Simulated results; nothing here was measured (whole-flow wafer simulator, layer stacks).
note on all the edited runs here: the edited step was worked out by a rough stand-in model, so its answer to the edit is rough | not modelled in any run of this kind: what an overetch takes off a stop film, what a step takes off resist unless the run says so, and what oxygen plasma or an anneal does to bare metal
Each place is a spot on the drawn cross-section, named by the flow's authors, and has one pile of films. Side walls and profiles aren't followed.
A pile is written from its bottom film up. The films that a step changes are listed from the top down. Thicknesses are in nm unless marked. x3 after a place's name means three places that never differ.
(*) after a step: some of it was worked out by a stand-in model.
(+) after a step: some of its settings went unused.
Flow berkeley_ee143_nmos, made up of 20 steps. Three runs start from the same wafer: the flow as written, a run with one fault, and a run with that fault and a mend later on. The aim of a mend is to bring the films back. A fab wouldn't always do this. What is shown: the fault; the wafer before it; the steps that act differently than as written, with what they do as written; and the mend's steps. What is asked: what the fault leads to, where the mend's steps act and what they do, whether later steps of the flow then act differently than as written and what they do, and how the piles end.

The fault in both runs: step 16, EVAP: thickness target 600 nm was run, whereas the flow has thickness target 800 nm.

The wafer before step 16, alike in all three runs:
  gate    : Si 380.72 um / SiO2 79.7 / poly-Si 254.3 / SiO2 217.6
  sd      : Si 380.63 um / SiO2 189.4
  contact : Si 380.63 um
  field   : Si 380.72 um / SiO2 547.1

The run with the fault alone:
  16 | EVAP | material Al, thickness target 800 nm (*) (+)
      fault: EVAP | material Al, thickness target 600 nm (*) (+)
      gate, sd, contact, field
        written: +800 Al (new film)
        fault: +600 Al (new film)
  Steps further on in the flow that do not act as written:
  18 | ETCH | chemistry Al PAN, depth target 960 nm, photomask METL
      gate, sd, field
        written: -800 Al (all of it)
        fault: -600 Al (all of it)
  At contact, the piles at the end differ from the flow's by more than 2% or 0.5 nm, whichever is larger.
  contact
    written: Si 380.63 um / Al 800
    fault: Si 380.63 um / Al 600

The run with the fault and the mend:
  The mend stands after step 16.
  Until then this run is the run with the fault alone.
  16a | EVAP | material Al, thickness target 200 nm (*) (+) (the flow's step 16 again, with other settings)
      gate, sd, contact, field
        +200 Al
  Later steps of the flow that are run all act as written at every place that is followed.
  The piles end the same as the flow's at every place that both follow.
